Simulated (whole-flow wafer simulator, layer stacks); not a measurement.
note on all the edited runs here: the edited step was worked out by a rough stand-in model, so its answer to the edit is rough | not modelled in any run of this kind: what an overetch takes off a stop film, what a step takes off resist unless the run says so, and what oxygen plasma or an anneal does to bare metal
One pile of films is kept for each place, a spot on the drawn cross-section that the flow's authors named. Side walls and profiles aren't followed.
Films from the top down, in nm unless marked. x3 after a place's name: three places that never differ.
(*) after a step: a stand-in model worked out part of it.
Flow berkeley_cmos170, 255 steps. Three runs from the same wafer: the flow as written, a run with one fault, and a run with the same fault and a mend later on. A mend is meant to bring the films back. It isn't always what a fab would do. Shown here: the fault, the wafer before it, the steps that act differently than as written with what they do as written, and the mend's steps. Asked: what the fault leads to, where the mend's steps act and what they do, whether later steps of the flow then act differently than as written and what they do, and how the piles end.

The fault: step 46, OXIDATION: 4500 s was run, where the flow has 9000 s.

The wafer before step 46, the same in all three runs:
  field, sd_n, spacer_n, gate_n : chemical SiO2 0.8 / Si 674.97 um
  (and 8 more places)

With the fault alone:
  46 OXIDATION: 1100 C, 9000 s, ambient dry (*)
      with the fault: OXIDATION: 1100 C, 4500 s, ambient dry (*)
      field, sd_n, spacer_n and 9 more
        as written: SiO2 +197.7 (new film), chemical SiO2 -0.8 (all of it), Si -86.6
        with the fault: SiO2 +129.2 (new film), chemical SiO2 -0.8 (all of it), Si -56.5
  Later steps of the flow that act differently than as written:
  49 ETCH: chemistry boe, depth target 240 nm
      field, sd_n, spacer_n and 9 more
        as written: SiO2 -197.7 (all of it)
        with the fault: SiO2 -129.2 (all of it)
  At the end the piles differ from the flow's only slightly at the places that both follow, by at most 2% or 0.5 nm, whichever is larger.

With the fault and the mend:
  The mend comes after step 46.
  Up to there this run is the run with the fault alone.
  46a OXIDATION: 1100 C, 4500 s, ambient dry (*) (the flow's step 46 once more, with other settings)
      field, sd_n, spacer_n and 9 more
        SiO2 +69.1, Si -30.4
  No later step of the flow acts differently than as written, at any place that is followed, by more than 2% or 0.5 nm, whichever is larger.
  At the end the piles differ from the flow's only slightly at the places that both follow, by at most 2% or 0.5 nm, whichever is larger.
